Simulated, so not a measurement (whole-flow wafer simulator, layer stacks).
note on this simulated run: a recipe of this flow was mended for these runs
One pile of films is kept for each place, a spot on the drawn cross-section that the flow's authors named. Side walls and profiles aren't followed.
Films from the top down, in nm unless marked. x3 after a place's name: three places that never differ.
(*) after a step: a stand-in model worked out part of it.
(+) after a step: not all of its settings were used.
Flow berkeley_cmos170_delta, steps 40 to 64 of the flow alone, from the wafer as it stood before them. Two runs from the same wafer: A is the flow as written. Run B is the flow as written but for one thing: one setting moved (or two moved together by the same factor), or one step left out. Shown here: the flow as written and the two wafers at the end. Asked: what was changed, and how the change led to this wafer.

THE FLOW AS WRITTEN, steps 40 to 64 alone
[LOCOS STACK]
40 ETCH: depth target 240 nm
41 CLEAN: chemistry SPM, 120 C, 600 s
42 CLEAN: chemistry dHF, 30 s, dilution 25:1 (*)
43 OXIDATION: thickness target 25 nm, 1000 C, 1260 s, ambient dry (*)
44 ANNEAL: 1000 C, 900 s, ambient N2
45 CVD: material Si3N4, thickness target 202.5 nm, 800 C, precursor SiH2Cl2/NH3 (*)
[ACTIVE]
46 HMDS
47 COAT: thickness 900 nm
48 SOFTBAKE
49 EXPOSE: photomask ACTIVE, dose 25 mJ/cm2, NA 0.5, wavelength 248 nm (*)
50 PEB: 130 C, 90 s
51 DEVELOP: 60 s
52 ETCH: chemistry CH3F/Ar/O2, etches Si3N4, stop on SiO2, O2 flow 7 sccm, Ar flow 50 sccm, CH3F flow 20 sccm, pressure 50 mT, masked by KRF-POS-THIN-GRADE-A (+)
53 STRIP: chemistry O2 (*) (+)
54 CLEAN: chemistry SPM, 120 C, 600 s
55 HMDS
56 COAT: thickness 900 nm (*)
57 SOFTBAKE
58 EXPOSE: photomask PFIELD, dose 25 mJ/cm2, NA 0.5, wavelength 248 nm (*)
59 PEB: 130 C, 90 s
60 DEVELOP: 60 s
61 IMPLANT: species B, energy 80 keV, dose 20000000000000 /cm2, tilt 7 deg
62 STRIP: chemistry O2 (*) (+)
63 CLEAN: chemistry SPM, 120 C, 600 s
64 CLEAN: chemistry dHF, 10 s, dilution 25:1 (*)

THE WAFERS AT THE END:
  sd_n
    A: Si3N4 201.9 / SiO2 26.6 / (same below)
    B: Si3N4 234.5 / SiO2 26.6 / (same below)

The cause: step 45, CVD: thickness target 235.1 nm was run, where the flow has thickness target 202.5 nm.

How the change led to this, step by step:
  45 CVD: material Si3N4, thickness target 202.5 nm, 800 C, precursor SiH2Cl2/NH3 (*)
      field, sd_n, spacer_n and 6 more: A Si3N4 +202.5 (new film) | B Si3N4 +235.1 (new film)
  52 ETCH: chemistry CH3F/Ar/O2, etches Si3N4, stop on SiO2, O2 flow 7 sccm, Ar flow 50 sccm, CH3F flow 20 sccm, pressure 50 mT, masked by KRF-POS-THIN-GRADE-A (+)
      sd_n, spacer_n, gate, sd_p, spacer_p, gate_p, contact, m1: A KrF-resist -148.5 | B KrF-resist -170.2
      field: A Si3N4 -202.5 (all of it), SiO2 -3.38 | B Si3N4 -235.1 (all of it), SiO2 -3.38
  53 STRIP: chemistry O2 (*) (+)
      sd_n, spacer_n, gate, sd_p, spacer_p, gate_p, contact, m1: A KrF-resist -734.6 (all of it) | B KrF-resist -712.8 (all of it)
  56 COAT: thickness 900 nm (*)
      sd_n: A KrF-resist +794.3 (new film) | B KrF-resist +777.8 (new film)
  62 STRIP: chemistry O2 (*) (+)
      sd_n: A KrF-resist -777.7 (all of it) | B KrF-resist -761.2 (all of it)
      m1: A KrF-resist -779.3 (all of it) | B KrF-resist -763.5 (all of it)
